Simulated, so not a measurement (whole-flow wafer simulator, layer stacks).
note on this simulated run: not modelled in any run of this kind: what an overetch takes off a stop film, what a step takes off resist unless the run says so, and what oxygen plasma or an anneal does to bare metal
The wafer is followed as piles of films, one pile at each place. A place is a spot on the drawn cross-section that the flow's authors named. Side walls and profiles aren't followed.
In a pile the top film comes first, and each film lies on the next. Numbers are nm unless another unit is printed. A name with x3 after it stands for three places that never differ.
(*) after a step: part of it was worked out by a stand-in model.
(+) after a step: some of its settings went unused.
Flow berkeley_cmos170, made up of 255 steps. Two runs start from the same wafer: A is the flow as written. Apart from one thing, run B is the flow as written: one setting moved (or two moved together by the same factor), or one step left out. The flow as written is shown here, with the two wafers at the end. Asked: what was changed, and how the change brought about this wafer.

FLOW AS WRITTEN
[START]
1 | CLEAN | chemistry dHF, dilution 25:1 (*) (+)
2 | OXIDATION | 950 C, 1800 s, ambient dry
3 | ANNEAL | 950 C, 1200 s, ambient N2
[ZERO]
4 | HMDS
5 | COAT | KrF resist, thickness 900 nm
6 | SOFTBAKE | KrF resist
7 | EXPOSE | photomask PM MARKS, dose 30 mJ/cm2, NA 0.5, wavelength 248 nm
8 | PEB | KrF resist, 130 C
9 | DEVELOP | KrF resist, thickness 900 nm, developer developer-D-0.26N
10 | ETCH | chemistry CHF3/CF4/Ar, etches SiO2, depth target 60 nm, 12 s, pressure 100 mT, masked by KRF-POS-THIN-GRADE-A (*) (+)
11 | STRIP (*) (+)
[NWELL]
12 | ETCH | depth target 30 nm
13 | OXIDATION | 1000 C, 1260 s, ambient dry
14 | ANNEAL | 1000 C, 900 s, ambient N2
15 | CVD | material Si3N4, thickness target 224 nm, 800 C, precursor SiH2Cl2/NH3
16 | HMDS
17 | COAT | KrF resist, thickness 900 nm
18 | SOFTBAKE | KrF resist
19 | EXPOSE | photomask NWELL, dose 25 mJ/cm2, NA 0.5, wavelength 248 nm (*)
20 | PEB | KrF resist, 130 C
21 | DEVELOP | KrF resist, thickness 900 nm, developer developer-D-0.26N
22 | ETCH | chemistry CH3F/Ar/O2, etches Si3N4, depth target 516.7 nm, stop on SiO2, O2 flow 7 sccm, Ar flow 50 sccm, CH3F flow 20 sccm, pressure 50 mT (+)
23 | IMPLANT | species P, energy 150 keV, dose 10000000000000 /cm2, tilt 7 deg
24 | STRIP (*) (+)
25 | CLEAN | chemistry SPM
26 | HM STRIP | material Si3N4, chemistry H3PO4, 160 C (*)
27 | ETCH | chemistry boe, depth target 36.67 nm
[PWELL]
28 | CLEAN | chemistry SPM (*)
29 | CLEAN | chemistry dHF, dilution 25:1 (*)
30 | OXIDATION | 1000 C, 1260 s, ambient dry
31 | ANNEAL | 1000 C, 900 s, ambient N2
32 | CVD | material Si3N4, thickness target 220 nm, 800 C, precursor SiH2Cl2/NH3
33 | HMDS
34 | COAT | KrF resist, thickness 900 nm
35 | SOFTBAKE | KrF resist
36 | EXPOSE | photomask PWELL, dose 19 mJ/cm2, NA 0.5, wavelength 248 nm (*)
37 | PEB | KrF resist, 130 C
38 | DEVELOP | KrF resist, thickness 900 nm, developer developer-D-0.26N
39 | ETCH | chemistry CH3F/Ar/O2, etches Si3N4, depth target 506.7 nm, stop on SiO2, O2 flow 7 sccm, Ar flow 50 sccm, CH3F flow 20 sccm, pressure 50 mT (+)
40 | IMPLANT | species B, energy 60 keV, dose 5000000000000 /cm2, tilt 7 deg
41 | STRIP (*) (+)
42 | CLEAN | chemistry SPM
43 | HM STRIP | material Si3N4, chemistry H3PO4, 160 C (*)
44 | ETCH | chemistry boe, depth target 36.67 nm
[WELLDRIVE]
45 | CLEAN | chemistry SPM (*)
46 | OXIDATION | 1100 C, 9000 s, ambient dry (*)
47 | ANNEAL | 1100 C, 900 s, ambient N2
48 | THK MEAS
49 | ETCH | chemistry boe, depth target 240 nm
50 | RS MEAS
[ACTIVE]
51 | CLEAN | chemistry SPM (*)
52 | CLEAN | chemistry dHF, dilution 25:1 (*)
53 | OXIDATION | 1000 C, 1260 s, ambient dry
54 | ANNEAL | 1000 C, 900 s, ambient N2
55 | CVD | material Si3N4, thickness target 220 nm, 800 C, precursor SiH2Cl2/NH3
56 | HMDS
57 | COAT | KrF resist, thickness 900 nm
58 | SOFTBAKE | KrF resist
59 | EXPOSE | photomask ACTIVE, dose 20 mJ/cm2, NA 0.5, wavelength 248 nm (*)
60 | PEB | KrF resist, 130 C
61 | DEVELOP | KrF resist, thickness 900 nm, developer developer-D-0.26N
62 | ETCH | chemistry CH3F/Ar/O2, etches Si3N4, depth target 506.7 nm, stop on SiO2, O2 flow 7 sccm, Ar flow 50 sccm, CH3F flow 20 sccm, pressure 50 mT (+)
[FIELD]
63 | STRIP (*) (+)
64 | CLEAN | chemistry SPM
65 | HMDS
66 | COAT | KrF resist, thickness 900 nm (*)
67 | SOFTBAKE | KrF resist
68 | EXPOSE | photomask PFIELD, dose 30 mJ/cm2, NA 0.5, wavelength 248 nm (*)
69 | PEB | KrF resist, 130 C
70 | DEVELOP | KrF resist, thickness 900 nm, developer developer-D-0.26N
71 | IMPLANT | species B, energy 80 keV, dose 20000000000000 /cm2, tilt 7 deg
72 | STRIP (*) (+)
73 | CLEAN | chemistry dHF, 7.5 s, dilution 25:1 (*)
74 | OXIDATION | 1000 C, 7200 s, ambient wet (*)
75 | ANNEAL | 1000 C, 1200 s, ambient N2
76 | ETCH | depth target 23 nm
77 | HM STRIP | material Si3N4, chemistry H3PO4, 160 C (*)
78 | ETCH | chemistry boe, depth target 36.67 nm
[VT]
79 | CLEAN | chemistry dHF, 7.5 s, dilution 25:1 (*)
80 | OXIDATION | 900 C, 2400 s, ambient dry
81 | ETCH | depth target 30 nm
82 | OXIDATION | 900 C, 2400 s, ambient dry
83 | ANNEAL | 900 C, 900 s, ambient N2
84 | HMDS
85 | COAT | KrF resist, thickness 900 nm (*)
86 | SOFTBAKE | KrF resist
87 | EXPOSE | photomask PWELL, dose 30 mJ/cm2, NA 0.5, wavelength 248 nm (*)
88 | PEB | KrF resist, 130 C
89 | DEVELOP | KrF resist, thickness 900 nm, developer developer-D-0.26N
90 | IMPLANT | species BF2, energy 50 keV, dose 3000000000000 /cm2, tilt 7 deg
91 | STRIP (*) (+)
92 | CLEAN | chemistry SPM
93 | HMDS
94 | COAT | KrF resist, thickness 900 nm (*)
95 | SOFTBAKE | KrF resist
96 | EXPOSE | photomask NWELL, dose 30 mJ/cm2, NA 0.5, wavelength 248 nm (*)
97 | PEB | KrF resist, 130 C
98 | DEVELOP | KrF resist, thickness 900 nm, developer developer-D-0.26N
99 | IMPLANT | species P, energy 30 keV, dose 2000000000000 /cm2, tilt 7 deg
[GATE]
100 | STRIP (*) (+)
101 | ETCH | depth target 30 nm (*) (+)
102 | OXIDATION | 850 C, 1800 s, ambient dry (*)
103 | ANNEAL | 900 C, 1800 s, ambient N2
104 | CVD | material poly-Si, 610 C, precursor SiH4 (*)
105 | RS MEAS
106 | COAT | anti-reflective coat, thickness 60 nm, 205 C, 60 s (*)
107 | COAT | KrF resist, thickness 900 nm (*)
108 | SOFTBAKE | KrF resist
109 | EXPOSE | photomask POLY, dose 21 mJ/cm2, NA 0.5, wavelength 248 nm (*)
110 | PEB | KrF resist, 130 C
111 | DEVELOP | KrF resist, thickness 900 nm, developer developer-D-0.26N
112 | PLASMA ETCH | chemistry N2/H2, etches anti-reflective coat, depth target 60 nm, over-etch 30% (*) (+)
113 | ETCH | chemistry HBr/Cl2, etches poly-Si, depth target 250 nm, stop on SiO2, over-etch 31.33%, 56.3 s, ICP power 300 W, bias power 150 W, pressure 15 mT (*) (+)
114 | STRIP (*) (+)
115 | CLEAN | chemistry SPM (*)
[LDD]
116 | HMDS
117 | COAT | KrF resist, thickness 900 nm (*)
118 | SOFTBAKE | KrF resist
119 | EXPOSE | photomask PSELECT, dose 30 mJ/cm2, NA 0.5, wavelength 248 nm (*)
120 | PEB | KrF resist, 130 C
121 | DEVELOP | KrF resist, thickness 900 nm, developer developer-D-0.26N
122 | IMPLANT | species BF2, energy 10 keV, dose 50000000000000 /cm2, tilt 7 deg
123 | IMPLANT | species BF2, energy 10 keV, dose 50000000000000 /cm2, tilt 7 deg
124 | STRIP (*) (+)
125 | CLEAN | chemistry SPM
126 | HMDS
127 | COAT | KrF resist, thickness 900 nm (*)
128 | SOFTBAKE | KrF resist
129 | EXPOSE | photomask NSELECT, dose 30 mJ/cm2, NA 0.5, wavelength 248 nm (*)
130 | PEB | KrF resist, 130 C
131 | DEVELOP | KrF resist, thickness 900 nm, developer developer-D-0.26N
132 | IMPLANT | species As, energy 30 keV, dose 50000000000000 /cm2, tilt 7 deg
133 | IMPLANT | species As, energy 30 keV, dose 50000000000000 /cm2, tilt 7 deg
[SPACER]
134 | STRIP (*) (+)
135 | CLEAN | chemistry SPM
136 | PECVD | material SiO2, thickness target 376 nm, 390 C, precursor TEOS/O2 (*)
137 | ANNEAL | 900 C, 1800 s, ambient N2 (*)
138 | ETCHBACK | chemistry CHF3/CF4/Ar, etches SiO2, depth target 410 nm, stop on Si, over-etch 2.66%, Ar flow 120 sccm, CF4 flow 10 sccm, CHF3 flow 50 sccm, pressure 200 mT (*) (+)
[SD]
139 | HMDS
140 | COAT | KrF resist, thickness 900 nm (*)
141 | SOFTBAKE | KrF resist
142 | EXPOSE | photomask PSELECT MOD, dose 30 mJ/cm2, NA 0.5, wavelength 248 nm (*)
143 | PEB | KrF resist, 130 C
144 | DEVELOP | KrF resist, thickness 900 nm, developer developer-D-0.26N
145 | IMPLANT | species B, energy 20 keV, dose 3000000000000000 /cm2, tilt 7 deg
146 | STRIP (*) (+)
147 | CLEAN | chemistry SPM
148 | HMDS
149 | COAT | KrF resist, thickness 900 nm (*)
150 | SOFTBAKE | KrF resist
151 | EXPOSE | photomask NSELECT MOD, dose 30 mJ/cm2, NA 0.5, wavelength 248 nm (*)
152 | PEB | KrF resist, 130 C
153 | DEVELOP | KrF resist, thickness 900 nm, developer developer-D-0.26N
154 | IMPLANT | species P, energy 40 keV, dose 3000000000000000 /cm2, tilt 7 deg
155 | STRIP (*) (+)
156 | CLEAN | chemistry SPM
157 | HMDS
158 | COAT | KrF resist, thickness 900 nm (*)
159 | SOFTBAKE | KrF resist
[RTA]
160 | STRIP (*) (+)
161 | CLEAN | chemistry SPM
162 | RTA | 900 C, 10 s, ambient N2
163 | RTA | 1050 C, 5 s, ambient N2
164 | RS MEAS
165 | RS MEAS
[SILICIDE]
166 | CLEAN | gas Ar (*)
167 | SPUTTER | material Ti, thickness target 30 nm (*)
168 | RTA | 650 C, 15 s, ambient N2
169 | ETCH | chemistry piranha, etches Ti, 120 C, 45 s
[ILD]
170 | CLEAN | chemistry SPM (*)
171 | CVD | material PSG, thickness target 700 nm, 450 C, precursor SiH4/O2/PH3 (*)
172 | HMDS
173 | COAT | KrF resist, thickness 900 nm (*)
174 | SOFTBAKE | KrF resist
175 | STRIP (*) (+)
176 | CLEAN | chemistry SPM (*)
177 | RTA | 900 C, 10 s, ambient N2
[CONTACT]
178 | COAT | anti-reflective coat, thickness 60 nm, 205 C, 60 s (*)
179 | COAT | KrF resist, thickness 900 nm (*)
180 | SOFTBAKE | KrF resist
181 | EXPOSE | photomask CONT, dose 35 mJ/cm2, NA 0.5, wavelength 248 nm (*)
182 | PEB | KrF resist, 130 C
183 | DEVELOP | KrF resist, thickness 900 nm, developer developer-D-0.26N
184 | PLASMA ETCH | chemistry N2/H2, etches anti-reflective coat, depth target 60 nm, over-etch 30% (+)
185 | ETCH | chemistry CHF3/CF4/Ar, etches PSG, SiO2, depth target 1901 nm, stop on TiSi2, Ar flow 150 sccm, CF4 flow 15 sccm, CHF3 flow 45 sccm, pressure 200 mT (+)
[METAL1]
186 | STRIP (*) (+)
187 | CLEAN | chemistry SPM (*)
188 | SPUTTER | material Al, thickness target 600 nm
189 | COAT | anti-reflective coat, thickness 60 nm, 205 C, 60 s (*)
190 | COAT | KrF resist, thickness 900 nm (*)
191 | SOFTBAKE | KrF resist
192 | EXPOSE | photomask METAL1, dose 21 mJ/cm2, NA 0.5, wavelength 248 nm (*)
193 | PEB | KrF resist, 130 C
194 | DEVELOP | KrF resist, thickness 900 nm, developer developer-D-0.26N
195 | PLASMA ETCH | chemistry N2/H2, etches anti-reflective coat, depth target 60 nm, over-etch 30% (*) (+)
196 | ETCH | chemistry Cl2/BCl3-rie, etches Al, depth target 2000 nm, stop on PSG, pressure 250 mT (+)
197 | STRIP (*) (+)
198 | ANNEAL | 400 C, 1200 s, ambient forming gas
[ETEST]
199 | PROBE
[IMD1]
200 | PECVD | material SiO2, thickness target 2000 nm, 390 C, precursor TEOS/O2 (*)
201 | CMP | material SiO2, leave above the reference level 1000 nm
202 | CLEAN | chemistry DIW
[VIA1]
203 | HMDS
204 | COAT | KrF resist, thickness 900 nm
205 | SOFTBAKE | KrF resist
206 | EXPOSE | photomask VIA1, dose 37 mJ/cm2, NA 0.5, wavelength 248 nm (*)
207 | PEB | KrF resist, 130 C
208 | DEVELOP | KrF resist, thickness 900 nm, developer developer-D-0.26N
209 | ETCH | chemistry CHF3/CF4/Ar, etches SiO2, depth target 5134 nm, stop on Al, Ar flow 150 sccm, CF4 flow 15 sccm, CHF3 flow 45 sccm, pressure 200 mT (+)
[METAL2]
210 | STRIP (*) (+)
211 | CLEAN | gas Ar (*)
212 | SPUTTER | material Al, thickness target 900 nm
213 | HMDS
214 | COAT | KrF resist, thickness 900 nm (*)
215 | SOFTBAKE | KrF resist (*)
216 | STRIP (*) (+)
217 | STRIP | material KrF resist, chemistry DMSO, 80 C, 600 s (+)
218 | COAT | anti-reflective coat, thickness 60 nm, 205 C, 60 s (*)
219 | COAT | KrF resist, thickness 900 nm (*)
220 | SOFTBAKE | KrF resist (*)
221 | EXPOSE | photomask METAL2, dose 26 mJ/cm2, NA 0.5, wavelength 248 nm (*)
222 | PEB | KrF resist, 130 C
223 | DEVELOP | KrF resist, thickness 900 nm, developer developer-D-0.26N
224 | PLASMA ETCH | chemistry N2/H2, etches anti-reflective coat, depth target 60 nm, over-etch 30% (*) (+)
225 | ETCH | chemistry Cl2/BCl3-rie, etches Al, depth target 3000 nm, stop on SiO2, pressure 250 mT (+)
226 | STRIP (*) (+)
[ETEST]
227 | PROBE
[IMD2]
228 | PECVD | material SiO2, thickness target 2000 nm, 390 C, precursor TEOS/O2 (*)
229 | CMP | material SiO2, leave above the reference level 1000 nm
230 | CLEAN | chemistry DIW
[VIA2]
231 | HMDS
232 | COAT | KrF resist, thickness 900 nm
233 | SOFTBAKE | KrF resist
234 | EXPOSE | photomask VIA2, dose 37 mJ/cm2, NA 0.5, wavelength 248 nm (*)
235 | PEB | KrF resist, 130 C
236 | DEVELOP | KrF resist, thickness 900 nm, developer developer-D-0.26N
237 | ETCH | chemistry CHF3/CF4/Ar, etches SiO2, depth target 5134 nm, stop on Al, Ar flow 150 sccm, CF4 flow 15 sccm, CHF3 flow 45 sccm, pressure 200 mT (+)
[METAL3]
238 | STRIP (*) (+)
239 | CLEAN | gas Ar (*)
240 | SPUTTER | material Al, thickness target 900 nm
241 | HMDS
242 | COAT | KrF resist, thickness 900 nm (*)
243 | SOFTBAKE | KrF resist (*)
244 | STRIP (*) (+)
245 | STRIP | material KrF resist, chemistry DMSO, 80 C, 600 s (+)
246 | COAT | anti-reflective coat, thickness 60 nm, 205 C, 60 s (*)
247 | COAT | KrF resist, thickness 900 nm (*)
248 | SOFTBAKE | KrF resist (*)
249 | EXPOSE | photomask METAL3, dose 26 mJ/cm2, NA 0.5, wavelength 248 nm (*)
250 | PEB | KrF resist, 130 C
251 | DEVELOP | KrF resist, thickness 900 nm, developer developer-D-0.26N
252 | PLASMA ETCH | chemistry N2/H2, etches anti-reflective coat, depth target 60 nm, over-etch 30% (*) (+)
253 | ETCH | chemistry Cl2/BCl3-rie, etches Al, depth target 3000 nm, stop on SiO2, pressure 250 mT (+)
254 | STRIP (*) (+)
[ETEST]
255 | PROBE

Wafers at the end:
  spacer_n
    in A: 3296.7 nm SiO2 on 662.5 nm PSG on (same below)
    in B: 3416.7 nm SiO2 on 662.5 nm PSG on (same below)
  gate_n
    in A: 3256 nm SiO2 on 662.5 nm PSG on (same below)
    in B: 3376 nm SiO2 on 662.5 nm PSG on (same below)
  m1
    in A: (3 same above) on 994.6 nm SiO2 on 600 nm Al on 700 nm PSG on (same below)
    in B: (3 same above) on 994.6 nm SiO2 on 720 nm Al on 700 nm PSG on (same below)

What caused this: step 188, SPUTTER: thickness target 720 nm was run, whereas the flow has thickness target 600 nm.
One can read it off the wafer: m1 has Al 720, and step 188 as written asks for 600 nm.

Step by step, how the change led to this:
  188 | SPUTTER | material Al, thickness target 600 nm
      field, sd_n, spacer_n and 7 more: A Al gains 600 (new film) | B Al gains 720 (new film)
      sd_p: A Al gains 573.8 (new film) | B Al gains 692.6 (new film)
      (and at 1 other place as well)
  189 | COAT | anti-reflective coat, thickness 60 nm, 205 C, 60 s (*)
      sd_n: A anti-reflective coat gains 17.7 (new film) | B anti-reflective coat gains 21.1 (new film)
      contact: A anti-reflective coat gains 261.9 (new film) | B anti-reflective coat gains 277.7 (new film)
  190 | COAT | KrF resist, thickness 900 nm (*)
      sd_n: A KrF resist gains 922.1 (new film) | B KrF resist gains 902.5 (new film)
  194 | DEVELOP | KrF resist, thickness 900 nm, developer developer-D-0.26N
      sd_n: A KrF resist loses 920.6 (all of it) | B KrF resist loses 901 (all of it)
  195 | PLASMA ETCH | chemistry N2/H2, etches anti-reflective coat, depth target 60 nm, over-etch 30% (*) (+)
      sd_n: A anti-reflective coat loses 17.7 (all of it) | B anti-reflective coat loses 21.1 (all of it)
  196 | ETCH | chemistry Cl2/BCl3-rie, etches Al, depth target 2000 nm, stop on PSG, pressure 250 mT (+)
      field, sd_n, spacer_n, gate_n, spacer_p, gate_p: A Al loses 600 (all of it), PSG loses 37.5 | B Al loses 720 (all of it), PSG loses 37.5
      contact, m1, via1, m2, via2: A KrF resist loses 450 | B KrF resist loses 510
      (and at 1 other place as well)
  197 | STRIP (*) (+)
      contact: A KrF resist loses 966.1 (all of it), anti-reflective coat loses 261.9 (all of it) | B KrF resist loses 903.5 (all of it), anti-reflective coat loses 277.7 (all of it)
      m1: A KrF resist loses 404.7 (all of it), anti-reflective coat loses 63 (all of it) | B KrF resist loses 340.9 (all of it), anti-reflective coat loses 63.2 (all of it)
      (and at 3 other places as well)
  201 | CMP | material SiO2, leave above the reference level 1000 nm
      spacer_n, spacer_p: A SiO2 loses 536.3 | B SiO2 loses 416.3
      gate_n, gate_p: A SiO2 loses 577.1 | B SiO2 loses 457.1
      (and at 4 other places as well)
